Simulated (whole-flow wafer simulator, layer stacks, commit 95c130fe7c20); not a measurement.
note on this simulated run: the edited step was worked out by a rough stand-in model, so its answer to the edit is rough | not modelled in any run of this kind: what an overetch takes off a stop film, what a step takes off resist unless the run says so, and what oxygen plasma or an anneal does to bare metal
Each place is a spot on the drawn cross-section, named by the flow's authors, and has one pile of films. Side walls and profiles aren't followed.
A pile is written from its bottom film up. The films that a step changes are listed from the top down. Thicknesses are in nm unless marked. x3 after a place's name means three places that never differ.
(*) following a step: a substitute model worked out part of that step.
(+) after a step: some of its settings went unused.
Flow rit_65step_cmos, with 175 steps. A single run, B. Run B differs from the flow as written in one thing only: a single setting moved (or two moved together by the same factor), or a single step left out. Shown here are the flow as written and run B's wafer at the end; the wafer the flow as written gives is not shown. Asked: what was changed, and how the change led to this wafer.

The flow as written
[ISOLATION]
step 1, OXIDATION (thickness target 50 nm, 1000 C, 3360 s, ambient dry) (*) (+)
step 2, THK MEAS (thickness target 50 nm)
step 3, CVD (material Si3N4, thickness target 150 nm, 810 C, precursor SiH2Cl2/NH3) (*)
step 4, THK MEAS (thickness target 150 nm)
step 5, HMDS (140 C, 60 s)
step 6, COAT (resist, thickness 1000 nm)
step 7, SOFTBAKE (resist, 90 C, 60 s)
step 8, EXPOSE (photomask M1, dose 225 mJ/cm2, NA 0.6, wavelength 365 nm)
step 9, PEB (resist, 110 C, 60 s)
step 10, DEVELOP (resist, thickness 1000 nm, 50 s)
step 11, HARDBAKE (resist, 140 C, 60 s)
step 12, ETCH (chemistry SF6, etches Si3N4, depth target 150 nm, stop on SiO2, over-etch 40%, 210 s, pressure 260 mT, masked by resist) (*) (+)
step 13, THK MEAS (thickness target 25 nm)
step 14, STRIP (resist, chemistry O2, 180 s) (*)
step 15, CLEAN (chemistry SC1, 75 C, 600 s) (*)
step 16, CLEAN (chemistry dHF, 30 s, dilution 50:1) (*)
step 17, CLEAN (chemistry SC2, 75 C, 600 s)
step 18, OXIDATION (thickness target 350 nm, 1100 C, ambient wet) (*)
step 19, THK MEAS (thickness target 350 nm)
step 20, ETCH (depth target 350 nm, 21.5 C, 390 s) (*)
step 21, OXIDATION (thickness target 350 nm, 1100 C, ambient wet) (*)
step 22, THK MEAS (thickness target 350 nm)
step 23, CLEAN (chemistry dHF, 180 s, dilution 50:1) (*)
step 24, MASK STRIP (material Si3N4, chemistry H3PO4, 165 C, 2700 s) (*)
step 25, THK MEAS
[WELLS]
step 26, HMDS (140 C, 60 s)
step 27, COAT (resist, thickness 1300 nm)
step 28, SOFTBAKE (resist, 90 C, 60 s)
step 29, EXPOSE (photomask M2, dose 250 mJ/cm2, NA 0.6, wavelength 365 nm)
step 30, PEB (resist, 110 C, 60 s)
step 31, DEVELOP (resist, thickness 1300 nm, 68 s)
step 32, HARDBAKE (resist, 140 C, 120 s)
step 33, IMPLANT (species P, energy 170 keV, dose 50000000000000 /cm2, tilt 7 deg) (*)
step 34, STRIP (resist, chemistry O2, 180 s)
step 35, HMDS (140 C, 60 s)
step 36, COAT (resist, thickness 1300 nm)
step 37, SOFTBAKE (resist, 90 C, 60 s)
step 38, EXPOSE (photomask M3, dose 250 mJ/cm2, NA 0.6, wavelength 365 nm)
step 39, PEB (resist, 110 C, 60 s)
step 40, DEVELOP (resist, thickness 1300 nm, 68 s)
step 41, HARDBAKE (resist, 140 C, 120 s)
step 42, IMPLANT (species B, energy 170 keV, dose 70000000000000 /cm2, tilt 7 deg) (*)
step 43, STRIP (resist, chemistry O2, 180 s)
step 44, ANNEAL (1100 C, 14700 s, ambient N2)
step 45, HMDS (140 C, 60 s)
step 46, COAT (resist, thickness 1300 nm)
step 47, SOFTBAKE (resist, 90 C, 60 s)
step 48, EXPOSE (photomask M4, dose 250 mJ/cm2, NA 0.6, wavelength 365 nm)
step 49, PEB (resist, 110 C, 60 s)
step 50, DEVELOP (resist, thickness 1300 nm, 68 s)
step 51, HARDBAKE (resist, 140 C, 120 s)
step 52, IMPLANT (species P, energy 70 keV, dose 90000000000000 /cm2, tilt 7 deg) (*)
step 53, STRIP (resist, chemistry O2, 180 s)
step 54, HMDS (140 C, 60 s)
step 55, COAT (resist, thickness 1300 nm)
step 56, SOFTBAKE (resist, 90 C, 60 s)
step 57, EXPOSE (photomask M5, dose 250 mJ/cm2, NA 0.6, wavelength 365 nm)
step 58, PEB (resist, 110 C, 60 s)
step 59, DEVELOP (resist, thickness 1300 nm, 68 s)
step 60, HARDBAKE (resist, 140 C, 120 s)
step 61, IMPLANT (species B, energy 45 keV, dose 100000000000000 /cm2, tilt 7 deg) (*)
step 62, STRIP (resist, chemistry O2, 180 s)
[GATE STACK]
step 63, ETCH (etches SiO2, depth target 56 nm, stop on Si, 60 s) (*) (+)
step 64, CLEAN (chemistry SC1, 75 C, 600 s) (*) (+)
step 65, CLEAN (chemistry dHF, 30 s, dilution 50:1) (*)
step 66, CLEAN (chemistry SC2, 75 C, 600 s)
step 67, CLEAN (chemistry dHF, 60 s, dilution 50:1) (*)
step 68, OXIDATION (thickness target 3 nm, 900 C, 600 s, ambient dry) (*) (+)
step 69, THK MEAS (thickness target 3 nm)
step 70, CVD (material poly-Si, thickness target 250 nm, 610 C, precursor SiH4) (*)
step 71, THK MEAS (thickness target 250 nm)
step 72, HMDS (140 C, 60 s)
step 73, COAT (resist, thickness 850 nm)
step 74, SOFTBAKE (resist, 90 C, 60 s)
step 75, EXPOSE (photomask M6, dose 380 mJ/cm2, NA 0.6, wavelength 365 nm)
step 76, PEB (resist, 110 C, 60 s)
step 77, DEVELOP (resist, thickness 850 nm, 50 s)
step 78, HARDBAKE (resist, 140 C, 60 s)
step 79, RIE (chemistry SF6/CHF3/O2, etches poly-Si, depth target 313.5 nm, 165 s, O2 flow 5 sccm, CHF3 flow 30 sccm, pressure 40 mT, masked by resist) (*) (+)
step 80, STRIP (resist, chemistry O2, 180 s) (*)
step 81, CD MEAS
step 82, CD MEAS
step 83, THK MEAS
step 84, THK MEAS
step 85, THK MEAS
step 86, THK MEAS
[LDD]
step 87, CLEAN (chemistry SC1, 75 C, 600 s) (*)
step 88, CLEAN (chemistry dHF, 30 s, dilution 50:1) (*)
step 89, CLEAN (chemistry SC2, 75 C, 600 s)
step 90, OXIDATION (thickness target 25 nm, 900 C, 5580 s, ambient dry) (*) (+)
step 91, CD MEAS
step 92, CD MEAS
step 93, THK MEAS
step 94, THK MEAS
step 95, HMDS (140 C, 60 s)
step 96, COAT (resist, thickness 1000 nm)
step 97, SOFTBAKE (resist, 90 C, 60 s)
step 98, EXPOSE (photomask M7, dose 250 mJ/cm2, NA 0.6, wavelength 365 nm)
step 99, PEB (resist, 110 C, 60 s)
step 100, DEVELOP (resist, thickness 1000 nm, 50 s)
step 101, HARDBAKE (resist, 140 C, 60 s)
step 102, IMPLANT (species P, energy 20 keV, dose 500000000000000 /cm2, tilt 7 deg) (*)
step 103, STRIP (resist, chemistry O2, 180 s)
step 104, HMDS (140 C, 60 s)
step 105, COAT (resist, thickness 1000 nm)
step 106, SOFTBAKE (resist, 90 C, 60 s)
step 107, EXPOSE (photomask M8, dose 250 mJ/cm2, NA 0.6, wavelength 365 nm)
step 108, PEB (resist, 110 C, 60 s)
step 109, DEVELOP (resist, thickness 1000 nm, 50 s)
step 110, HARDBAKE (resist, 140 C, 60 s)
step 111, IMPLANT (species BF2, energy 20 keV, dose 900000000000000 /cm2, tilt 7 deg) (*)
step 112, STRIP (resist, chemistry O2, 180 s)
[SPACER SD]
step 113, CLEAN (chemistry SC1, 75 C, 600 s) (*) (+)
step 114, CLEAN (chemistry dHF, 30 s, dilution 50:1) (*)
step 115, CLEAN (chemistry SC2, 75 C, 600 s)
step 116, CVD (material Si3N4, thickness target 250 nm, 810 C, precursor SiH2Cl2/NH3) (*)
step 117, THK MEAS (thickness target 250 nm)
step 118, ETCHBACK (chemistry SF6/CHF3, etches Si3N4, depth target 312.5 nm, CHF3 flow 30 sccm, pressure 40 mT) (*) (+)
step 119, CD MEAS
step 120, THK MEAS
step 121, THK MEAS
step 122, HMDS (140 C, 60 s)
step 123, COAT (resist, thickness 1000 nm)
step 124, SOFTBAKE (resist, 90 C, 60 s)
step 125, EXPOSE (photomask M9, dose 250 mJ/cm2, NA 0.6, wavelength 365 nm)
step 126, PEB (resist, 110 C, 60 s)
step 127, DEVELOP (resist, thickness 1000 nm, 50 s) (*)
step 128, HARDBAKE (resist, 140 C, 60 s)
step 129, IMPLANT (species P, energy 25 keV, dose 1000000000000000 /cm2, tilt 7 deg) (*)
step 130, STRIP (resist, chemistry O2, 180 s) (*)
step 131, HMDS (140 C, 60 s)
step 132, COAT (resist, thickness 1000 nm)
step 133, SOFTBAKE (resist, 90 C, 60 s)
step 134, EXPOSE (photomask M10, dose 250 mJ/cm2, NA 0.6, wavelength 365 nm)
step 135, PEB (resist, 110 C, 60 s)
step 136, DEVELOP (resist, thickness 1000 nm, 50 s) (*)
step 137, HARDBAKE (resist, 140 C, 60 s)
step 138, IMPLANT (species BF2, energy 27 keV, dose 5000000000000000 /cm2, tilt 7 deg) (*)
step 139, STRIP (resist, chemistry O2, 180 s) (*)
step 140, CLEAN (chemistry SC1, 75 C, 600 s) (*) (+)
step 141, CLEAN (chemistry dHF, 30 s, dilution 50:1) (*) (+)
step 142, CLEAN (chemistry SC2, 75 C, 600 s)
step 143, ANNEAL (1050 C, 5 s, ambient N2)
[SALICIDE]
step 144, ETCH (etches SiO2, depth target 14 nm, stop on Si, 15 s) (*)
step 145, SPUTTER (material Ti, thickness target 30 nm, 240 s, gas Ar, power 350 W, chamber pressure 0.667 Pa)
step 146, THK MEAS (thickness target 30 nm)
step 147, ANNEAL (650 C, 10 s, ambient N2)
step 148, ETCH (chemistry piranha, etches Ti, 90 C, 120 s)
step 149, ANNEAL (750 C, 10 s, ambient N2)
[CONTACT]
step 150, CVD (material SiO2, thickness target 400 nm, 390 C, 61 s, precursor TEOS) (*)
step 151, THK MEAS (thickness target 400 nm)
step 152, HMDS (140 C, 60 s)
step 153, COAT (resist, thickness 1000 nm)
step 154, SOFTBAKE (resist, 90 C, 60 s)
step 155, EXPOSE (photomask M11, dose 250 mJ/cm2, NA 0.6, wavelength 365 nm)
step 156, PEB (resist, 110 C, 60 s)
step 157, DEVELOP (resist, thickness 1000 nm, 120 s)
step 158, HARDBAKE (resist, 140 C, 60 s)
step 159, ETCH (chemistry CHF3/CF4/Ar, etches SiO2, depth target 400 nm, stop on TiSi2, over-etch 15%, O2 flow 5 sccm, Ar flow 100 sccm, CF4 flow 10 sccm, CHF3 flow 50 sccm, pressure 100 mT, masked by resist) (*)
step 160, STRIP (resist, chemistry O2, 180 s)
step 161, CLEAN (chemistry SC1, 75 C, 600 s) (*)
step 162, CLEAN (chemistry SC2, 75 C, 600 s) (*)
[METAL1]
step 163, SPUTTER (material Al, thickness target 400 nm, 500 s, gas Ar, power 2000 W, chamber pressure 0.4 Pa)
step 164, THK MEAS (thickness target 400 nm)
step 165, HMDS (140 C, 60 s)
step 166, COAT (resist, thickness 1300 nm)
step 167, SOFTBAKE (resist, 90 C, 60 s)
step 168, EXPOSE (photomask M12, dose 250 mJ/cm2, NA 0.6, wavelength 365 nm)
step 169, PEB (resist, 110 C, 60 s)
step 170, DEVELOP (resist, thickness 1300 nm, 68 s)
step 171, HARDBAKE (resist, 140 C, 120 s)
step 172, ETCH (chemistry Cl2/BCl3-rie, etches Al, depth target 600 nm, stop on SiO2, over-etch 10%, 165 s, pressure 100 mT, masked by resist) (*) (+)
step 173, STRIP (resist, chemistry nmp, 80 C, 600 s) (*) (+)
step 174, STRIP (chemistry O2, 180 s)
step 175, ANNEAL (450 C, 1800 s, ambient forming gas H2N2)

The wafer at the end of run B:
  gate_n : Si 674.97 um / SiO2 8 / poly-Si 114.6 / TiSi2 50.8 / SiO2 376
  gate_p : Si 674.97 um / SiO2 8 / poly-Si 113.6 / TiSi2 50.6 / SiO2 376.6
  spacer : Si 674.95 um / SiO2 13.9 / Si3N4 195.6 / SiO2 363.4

The reason: step 68, OXIDATION: 720 s was run, whereas the flow has 600 s.

The path from the change to this, step by step:
  step 68, OXIDATION (thickness target 3 nm, 900 C, 600 s, ambient dry) (*) (+)
      active_n, active_p, gate_n and 7 more: +8 SiO2 (new film), -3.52 Si (it would be, as written: +7.17 SiO2 (new film), -3.16 Si)
  step 79, RIE (chemistry SF6/CHF3/O2, etches poly-Si, depth target 313.5 nm, 165 s, O2 flow 5 sccm, CHF3 flow 30 sccm, pressure 40 mT, masked by resist) (*) (+)
      active_n, active_p, spacer, spacer_p, sd_n, sd_p, contact, m1: -250 poly-Si (all of it), -8 SiO2 (all of it) (it would be, as written: -250 poly-Si (all of it), -7.17 SiO2 (all of it))
